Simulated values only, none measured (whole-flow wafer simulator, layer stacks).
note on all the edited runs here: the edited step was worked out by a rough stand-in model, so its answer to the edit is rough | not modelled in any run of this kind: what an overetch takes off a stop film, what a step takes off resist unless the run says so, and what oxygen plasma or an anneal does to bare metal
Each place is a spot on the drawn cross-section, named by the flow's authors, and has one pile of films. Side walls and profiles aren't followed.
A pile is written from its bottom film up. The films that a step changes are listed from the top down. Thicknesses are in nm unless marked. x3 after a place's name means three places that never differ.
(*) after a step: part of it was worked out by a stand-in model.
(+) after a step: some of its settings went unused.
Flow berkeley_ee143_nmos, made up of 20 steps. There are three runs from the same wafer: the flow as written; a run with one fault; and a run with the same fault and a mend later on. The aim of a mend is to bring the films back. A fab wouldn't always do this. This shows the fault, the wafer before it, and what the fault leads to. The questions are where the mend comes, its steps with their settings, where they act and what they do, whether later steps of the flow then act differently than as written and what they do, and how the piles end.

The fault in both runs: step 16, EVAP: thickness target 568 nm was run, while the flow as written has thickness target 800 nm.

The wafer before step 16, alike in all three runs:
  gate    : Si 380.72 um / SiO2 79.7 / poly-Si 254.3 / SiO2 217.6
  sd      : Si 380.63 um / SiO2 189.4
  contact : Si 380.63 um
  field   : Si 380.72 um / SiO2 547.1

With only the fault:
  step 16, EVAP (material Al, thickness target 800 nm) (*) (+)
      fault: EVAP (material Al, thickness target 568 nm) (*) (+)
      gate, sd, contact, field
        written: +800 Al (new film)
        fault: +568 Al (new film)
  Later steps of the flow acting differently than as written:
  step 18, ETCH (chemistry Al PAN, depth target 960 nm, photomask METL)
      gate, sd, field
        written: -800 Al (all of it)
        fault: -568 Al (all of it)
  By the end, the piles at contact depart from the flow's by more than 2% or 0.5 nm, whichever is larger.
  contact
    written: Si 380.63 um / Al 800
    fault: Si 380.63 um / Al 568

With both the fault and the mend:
  The mend stands after step 16.
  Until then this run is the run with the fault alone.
  step 16a, EVAP (material Al, thickness target 232 nm) (*) (+) (the flow's step 16, run once more with other settings)
      gate, sd, contact, field
        +232 Al
  Later steps of the flow that are run all act as written at every place that is followed.
  By the end, the piles equal the flow's at every place that both follow.
